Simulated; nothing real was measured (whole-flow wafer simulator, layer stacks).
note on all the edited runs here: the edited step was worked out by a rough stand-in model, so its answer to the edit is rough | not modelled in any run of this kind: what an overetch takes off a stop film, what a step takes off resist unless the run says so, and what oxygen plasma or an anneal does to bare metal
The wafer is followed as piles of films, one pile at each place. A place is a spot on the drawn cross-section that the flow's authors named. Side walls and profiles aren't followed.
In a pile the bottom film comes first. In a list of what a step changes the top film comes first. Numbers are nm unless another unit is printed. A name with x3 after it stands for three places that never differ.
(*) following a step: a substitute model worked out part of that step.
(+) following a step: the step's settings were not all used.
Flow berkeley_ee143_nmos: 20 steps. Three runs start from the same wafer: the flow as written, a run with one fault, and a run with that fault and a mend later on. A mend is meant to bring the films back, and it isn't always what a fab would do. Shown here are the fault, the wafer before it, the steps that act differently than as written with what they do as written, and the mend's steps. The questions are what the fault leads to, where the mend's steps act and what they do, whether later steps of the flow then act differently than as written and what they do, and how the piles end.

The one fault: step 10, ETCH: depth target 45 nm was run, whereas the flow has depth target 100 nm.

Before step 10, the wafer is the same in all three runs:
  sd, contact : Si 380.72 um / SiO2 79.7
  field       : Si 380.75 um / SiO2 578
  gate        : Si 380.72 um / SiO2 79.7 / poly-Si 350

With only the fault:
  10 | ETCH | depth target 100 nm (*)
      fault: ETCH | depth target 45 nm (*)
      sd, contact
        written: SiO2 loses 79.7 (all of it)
        fault: SiO2 loses 45
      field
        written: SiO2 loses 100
        fault: SiO2 loses 45
  Steps later in the flow that act otherwise than as written:
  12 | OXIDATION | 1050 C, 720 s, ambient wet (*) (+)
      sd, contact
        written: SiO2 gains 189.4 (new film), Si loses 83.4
        fault: SiO2 gains 170.5, Si loses 75
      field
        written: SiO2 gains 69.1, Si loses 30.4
        fault: SiO2 gains 64, Si loses 28.2
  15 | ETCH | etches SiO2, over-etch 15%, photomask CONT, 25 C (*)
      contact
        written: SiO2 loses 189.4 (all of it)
        fault: SiO2 loses 205.2 (all of it)
  The piles end different from the flow's at sd, field by more than 2% or 0.5 nm, whichever is larger.
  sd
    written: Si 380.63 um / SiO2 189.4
    fault: Si 380.64 um / SiO2 205.2
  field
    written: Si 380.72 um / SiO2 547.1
    fault: Si 380.72 um / SiO2 597

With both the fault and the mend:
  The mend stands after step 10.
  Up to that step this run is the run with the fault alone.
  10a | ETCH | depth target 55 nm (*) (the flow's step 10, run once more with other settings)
      sd, contact
        SiO2 loses 34.7 (all of it)
      field
        SiO2 loses 55
  Later steps of the flow that are run all act as written at every place that is followed.
  The piles end the same as the flow's at every place that both follow.
